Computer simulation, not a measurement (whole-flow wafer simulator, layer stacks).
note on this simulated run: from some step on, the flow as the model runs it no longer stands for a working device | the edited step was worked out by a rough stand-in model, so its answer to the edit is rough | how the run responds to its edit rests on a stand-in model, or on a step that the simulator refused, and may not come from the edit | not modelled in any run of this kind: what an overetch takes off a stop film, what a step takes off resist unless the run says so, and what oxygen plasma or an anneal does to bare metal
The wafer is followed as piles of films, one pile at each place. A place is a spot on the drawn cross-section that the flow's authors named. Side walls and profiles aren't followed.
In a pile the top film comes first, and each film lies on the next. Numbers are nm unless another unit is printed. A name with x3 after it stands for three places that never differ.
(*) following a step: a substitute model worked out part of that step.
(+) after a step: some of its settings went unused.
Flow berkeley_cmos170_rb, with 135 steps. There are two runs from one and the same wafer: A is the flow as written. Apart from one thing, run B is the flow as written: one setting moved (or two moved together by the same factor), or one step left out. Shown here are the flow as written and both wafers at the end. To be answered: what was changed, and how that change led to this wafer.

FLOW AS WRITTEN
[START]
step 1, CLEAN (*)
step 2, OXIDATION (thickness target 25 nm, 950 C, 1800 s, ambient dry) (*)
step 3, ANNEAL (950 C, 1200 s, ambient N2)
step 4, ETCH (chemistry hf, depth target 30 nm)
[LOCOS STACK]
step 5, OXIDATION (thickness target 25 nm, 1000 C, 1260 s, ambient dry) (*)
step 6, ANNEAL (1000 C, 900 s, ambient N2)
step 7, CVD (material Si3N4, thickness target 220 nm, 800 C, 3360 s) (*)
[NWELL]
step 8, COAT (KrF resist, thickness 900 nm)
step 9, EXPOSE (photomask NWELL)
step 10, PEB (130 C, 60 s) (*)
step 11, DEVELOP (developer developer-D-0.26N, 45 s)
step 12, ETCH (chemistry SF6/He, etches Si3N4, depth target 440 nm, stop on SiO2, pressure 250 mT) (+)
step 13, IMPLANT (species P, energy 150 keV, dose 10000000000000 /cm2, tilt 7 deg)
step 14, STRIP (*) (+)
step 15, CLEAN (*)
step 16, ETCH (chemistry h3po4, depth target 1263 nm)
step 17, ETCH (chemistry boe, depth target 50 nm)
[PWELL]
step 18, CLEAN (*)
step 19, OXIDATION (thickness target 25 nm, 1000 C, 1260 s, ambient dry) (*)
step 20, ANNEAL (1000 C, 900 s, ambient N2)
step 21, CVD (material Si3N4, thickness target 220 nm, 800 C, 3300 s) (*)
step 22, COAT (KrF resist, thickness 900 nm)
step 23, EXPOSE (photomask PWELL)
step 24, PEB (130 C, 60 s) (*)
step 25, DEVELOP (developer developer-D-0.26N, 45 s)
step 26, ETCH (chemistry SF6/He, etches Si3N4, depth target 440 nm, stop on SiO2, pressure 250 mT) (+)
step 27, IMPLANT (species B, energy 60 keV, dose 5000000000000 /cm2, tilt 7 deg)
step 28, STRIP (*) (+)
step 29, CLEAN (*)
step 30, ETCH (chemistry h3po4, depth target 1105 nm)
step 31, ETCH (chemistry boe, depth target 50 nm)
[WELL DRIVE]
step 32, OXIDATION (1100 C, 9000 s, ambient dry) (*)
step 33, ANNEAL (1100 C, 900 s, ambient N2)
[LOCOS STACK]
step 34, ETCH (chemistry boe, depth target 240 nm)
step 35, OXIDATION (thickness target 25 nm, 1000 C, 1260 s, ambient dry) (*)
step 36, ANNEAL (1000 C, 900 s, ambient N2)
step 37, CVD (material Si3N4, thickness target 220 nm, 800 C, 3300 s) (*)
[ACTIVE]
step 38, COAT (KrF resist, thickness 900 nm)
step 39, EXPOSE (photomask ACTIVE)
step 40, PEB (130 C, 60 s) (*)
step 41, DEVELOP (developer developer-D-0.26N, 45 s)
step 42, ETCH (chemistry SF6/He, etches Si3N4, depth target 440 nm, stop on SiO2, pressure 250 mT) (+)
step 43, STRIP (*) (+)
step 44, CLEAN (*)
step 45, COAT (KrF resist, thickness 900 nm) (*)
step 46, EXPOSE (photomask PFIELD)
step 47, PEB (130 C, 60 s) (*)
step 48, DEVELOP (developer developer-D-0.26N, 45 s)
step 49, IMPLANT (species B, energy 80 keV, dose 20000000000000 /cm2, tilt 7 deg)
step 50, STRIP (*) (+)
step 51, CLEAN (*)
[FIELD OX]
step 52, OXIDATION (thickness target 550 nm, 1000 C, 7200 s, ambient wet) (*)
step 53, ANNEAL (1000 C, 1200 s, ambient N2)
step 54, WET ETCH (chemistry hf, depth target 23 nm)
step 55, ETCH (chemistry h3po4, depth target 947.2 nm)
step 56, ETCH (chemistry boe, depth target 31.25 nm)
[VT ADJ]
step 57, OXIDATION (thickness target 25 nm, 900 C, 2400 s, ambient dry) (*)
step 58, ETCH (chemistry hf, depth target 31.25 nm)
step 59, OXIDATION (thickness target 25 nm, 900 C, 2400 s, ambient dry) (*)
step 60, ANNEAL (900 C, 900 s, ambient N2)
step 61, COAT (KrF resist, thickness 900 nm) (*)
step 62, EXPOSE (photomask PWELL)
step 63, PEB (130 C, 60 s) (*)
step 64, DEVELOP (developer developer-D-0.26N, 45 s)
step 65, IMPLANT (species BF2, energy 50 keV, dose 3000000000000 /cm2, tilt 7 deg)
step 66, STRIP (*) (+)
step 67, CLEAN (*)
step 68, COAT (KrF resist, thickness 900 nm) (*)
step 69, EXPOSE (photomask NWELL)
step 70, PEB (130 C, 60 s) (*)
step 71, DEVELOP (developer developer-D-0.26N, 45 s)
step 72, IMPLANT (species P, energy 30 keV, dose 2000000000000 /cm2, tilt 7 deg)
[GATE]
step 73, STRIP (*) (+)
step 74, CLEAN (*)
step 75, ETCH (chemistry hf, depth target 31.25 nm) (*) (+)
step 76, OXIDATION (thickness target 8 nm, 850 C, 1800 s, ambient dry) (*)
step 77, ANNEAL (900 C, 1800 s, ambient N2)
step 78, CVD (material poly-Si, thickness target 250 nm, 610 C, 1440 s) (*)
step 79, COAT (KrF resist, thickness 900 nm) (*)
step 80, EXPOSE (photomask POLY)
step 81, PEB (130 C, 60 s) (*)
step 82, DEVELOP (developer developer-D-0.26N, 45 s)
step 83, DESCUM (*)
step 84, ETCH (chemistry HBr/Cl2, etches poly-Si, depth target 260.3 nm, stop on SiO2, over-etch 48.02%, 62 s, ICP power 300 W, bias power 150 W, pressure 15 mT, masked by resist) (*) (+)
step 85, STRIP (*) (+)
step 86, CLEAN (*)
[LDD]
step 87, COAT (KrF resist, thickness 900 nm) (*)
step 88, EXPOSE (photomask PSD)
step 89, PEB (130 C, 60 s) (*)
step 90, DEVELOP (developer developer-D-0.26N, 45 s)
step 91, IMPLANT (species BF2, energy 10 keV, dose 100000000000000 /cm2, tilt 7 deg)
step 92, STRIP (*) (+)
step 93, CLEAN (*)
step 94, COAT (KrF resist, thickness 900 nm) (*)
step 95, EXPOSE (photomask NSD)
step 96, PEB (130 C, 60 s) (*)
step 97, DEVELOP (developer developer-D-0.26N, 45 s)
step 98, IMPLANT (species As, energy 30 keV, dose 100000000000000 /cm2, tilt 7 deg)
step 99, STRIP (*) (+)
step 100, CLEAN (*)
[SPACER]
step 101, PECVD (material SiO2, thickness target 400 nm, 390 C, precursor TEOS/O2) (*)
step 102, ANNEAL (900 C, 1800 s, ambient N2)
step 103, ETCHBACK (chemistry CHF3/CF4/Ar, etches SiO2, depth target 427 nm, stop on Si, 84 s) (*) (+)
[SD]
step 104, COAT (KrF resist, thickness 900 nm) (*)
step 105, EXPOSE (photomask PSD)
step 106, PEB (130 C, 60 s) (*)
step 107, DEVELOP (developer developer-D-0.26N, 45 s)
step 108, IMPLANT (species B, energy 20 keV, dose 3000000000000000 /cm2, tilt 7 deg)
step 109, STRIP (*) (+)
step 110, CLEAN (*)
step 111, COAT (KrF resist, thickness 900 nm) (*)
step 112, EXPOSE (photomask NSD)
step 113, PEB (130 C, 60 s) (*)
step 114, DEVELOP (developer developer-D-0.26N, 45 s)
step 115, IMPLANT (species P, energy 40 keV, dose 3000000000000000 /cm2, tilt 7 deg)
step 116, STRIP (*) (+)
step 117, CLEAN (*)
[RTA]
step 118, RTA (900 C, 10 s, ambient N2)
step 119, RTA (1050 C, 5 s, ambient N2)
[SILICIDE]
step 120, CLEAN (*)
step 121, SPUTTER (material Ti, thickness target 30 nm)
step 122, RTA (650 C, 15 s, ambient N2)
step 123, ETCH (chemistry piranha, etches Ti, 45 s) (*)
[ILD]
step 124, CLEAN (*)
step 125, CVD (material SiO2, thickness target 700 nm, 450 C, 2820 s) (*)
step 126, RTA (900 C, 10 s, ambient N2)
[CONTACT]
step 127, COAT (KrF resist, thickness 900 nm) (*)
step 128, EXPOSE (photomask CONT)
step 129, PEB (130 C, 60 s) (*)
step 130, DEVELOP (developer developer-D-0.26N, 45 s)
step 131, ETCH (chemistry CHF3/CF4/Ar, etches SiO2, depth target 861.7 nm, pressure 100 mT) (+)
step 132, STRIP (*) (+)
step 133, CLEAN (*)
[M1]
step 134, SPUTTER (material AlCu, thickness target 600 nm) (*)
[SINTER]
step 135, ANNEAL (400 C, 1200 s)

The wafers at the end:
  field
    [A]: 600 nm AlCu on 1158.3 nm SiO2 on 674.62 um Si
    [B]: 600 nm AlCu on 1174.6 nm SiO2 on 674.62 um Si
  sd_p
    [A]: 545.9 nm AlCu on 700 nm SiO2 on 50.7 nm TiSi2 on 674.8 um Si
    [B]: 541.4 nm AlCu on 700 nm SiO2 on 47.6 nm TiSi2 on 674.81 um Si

The reason: step 75, ETCH: depth target 14.91 nm was run, though the flow has depth target 31.25 nm.

Step by step, how the change led to this:
  step 75, ETCH (chemistry hf, depth target 31.25 nm) (*) (+)
      field: A SiO2 loses 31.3 | B SiO2 loses 14.9
  step 121, SPUTTER (material Ti, thickness target 30 nm)
      sd_p: A Ti gains 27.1 (new film) | B Ti gains 25.5 (new film)
  step 122, RTA (650 C, 15 s, ambient N2)
      sd_p: A Ti loses 21.1, TiSi first gains 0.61 (new film), TiSi2 C49 gains 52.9 (new film), Si loses 47.6 | B Ti loses 19.9, TiSi2 C49 gains 50.6 (new film), Si loses 45.1
  step 126, RTA (900 C, 10 s, ambient N2)
      sd_p: A under 1 film: TiSi2 gains 50.7 (new film), TiSi first loses 0.61 (all of it), TiSi2 C49 loses 52.9 (all of it), Si loses 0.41 | B under 1 film: TiSi2 gains 47.6 (new film), TiSi2 C49 loses 50.6 (all of it)
